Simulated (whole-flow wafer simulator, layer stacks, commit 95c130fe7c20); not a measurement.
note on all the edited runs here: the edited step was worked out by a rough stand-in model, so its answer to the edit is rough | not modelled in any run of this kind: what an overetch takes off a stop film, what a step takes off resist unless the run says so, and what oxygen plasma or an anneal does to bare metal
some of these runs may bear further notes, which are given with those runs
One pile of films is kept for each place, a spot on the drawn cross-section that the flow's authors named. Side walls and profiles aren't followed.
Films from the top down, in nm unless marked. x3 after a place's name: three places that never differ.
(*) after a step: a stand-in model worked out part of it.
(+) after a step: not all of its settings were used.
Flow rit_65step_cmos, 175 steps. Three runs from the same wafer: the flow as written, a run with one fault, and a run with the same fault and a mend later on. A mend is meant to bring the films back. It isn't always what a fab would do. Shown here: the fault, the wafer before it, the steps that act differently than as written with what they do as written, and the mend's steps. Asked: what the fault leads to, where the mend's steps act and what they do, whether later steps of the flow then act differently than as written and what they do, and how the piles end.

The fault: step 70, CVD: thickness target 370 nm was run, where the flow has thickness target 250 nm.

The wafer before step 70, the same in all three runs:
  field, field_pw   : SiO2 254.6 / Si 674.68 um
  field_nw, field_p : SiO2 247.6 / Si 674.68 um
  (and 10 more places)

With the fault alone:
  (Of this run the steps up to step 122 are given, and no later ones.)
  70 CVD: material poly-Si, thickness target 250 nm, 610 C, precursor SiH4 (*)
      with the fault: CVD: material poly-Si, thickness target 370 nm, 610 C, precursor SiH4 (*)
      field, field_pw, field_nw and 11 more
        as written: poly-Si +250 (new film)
        with the fault: poly-Si +370 (new film)
  Later steps of the flow that act differently than as written (3 more steps differ only slightly, by at most 2% or 0.5 nm, whichever is larger, and aren't shown):
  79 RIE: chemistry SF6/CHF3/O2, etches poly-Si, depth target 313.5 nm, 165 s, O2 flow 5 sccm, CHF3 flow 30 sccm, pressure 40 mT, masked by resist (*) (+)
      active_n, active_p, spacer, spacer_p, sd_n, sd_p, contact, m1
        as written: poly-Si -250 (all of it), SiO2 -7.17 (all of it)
        with the fault: poly-Si -313.5
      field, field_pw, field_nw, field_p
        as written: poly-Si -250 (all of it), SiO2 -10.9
        with the fault: poly-Si -313.5
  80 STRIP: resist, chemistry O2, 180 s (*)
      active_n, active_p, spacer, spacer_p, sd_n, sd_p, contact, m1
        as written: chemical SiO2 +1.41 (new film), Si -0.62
        with the fault: chemical SiO2 +1.41 (new film), poly-Si -0.62
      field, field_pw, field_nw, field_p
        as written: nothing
        with the fault: chemical SiO2 +1.41 (new film), poly-Si -0.62
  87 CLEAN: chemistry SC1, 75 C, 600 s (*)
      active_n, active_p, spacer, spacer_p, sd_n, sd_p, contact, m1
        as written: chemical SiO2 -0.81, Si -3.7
        with the fault: chemical SiO2 -0.81, poly-Si -3.7
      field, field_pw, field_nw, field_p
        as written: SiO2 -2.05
        with the fault: chemical SiO2 -0.81, poly-Si -3.7
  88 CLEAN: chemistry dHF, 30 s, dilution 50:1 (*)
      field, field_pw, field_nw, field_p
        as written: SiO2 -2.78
        with the fault: chemical SiO2 -0.6 (all of it)
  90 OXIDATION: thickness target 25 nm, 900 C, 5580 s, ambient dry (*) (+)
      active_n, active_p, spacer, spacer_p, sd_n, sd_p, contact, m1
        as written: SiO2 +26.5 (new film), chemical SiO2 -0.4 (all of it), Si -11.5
        with the fault: SiO2 +28.9 (new film), chemical SiO2 -0.4 (all of it), poly-Si -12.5
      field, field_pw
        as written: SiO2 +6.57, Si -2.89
        with the fault: SiO2 +28.9 (new film), chemical SiO2 -0.4 (all of it), poly-Si -12.5
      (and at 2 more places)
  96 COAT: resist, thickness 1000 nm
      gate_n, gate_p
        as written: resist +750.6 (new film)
        with the fault: resist +700.9 (new film)
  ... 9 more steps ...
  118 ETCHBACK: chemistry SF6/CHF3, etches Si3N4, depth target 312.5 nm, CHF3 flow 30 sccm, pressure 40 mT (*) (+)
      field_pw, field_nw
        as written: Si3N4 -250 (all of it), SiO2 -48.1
        with the fault: Si3N4 -250 (all of it), SiO2 -24.1 (all of it), poly-Si -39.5 (all of it), SiO2 -4.89
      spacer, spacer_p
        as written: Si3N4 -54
        with the fault: Si3N4 +0.96
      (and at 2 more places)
  After step 122 the piles differ from the flow's by more than 2% or 0.5 nm, whichever is larger, at field, field_pw, field_nw, field_p, gate_n, gate_p, spacer, spacer_p.
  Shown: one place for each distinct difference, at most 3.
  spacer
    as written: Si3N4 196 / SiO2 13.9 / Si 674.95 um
    with the fault: Si3N4 251 / SiO2 16.3 / poly-Si 39.5 / SiO2 7.17 / Si 674.97 um
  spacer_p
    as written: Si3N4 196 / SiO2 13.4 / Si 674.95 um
    with the fault: Si3N4 251 / SiO2 15.7 / poly-Si 39.5 / SiO2 7.17 / Si 674.97 um
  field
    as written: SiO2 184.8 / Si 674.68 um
    with the fault: SiO2 242 / Si 674.68 um

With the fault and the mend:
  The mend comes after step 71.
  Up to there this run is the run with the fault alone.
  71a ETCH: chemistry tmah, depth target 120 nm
      field, field_pw, field_nw and 11 more
        poly-Si -120
  No later step of the flow acts differently than as written at any place that is followed.
  At the end the piles are the same as the flow's at every place that both follow.
